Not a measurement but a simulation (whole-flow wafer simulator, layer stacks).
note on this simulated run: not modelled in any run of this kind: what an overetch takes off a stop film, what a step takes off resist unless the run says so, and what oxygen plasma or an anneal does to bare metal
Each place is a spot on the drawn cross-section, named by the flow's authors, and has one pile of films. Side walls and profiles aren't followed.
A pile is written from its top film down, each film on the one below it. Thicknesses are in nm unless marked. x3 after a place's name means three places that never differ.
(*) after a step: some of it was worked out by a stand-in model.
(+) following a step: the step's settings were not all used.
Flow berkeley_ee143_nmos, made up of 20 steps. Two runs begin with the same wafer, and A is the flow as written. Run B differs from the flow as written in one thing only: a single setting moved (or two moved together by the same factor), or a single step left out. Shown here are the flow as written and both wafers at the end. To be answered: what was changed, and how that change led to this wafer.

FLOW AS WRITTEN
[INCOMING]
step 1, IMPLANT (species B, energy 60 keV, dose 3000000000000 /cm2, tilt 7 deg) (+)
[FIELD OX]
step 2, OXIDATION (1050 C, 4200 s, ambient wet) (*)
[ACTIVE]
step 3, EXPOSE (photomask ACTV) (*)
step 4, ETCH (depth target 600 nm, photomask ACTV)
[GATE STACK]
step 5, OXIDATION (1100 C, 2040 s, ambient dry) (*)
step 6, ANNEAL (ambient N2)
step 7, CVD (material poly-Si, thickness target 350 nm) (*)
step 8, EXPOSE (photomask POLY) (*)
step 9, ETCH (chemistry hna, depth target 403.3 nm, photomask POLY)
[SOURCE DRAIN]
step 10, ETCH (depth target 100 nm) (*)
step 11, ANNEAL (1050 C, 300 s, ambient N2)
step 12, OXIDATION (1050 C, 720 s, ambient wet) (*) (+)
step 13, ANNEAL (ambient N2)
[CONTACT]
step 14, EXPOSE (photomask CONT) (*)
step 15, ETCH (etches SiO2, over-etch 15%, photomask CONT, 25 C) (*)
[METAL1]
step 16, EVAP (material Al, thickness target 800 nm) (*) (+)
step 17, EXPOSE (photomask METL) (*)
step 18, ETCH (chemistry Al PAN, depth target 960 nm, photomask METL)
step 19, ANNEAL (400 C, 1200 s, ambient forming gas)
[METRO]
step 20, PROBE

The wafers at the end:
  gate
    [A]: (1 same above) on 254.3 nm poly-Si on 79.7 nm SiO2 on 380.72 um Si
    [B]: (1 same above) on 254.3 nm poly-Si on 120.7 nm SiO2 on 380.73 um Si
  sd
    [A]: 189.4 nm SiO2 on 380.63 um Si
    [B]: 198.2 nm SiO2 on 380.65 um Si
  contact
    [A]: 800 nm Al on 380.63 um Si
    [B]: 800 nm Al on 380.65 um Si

What caused this: step 4, ETCH: depth target 488 nm was run, though the flow has depth target 600 nm.

The path from the change to this, step by step:
  step 4, ETCH (depth target 600 nm, photomask ACTV)
      gate, sd, contact: A -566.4 SiO2 (all of it) | B -488 SiO2
  step 5, OXIDATION (1100 C, 2040 s, ambient dry) (*)
      gate, sd, contact: A +79.7 SiO2 (new film), -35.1 Si | B +42.4 SiO2, -18.6 Si
  step 10, ETCH (depth target 100 nm) (*)
      sd, contact: A -79.7 SiO2 (all of it) | B -100 SiO2
  step 12, OXIDATION (1050 C, 720 s, ambient wet) (*) (+)
      sd, contact: A +189.4 SiO2 (new film), -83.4 Si | B +177.4 SiO2, -78.1 Si
  step 15, ETCH (etches SiO2, over-etch 15%, photomask CONT, 25 C) (*)
      contact: A -189.4 SiO2 (all of it) | B -198.2 SiO2 (all of it)
